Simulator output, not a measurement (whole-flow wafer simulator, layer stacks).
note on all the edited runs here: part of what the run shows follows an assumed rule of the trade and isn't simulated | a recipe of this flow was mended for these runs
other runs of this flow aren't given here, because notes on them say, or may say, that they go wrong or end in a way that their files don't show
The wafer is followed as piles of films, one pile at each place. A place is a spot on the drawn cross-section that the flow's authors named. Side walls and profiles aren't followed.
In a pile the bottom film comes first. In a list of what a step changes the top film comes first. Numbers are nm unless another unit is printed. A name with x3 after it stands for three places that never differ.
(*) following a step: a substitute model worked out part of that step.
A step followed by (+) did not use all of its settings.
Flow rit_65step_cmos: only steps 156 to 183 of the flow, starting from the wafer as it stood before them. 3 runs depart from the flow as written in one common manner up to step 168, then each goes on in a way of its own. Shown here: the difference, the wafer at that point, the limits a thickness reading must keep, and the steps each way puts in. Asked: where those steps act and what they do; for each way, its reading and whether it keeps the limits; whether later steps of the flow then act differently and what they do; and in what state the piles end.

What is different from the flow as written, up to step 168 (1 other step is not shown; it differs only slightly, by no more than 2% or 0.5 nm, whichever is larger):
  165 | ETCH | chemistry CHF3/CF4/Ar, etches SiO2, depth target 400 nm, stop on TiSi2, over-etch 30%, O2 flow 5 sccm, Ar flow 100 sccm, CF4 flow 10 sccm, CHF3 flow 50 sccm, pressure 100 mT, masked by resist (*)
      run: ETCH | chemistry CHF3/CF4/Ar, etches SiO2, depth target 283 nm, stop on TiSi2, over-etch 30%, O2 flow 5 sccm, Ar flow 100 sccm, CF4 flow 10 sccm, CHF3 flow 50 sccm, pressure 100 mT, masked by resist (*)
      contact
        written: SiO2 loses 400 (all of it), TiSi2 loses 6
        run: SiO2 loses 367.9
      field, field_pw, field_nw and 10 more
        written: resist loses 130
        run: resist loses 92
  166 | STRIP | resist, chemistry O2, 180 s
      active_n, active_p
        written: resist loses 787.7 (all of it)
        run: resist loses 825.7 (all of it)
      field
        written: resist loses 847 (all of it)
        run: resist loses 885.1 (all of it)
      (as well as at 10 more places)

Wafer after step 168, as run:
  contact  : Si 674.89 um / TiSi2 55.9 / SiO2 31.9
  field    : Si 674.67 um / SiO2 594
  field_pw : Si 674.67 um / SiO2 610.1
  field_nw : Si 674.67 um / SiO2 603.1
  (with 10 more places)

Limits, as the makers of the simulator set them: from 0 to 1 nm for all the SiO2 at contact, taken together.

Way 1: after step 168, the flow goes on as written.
  The reading taken after step 168 is 31.9 nm, which is outside the limits.
  Steps further on in the flow that do not act as written (1 other step is not shown; it differs only slightly, by no more than 2% or 0.5 nm, whichever is larger):
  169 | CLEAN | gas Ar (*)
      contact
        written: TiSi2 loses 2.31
        way: SiO2 loses 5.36
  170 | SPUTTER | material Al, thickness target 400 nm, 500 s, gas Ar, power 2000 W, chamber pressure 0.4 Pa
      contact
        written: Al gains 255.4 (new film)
        way: Al gains 266 (new film)
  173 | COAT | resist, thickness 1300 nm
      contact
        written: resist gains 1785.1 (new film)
        way: resist gains 1745.5 (new film)
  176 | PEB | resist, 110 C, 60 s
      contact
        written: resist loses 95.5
        way: resist loses 93.3
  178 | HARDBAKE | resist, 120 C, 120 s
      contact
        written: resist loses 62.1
        way: resist loses 60.6
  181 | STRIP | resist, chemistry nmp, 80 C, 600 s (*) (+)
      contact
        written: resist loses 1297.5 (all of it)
        way: resist loses 1261.7 (all of it)
  At contact, the piles at the end differ from the flow's by more than 2% or 0.5 nm, whichever is larger.
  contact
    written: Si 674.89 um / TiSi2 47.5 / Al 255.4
    way: Si 674.89 um / TiSi2 55.9 / SiO2 26.6 / Al 266

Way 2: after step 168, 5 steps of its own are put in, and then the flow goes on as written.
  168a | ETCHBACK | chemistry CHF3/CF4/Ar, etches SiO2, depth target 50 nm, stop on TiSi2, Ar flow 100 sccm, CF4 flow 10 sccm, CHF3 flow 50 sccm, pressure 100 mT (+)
      field, field_pw, field_nw and 10 more
        SiO2 loses 50
      contact
        SiO2 loses 31.9 (all of it), TiSi2 loses 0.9
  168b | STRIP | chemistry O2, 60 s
      leaves every film unchanged at each place that is followed
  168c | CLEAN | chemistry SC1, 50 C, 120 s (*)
      field, field_pw, field_nw and 10 more
        SiO2 loses 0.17
      contact
        TiSi2 loses 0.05
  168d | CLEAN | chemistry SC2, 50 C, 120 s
      leaves every film unchanged at each place that is followed
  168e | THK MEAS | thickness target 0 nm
      leaves every film unchanged at each place that is followed
  The reading taken after step 168e is 0 nm, which is within the limits.
  Steps further on in the flow that do not act as written (1 other step is not shown; it differs only slightly, by no more than 2% or 0.5 nm, whichever is larger):
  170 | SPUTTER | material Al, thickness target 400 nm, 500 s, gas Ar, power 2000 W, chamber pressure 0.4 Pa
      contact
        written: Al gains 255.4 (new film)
        way: Al gains 272.6 (new film)
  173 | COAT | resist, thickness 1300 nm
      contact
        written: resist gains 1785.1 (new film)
        way: resist gains 1722.3 (new film)
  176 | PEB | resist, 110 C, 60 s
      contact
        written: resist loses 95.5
        way: resist loses 92
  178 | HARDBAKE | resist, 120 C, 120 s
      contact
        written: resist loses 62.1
        way: resist loses 59.7
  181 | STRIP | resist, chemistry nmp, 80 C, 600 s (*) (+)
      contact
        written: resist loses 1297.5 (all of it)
        way: resist loses 1240.6 (all of it)
  At field, field_pw, field_nw and 11 more, the piles at the end differ from the flow's by more than 2% or 0.5 nm, whichever is larger.
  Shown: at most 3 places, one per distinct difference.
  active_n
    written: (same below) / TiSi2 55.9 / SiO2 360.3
    way: (same below) / TiSi2 55.9 / SiO2 310.1
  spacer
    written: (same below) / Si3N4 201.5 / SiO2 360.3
    way: (same below) / Si3N4 201.5 / SiO2 310.1
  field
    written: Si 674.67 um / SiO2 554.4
    way: Si 674.67 um / SiO2 504.3

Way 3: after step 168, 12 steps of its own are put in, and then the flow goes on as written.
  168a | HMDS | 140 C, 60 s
      leaves every film unchanged at each place that is followed
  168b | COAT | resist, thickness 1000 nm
      active_n, active_p
        resist gains 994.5 (new film)
      field
        resist gains 1060.7 (new film)
      field_pw
        resist gains 1036.2 (new film)
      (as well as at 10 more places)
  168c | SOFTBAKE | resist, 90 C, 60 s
      leaves every film unchanged at each place that is followed
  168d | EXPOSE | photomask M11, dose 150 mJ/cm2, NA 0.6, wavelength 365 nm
      leaves every film unchanged at each place that is followed
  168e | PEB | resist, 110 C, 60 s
      active_n, active_p
        resist loses 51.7
      sd_n, sd_p
        resist loses 51.9
      field
        resist loses 55.3
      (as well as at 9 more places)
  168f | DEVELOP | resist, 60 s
      field_pw
        resist loses 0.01
      contact
        resist loses 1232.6 (all of it)
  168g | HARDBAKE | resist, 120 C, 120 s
      active_n, active_p
        resist loses 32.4
      sd_n, sd_p
        resist loses 32.5
      field
        resist loses 34.8
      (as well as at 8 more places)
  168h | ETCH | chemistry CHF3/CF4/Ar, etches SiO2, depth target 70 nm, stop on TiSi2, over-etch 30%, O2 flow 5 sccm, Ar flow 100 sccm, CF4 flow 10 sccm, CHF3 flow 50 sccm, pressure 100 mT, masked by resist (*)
      field, field_pw, field_nw and 10 more
        resist loses 22.8
      contact
        SiO2 loses 31.9 (all of it), TiSi2 loses 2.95
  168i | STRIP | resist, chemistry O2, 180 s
      active_n, active_p
        resist loses 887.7 (all of it)
      field
        resist loses 948 (all of it)
      field_pw
        resist loses 925.8 (all of it)
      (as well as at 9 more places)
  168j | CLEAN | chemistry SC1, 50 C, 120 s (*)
      field, field_pw, field_nw and 10 more
        SiO2 loses 0.17
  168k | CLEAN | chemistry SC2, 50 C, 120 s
      leaves every film unchanged at each place that is followed
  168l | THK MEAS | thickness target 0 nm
      leaves every film unchanged at each place that is followed
  The reading taken after step 168l is 0 nm, which is within the limits.
  Later steps of the flow that are run all act as written at every place that is followed, up to a difference of at most 2% or 0.5 nm, whichever is larger.
  At contact, the piles at the end differ from the flow's by more than 2% or 0.5 nm, whichever is larger.
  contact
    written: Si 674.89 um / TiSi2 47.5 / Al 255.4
    way: Si 674.89 um / TiSi2 50.6 / Al 256.4

The limits are kept by: way 2, way 3. They are not kept by: way 1.
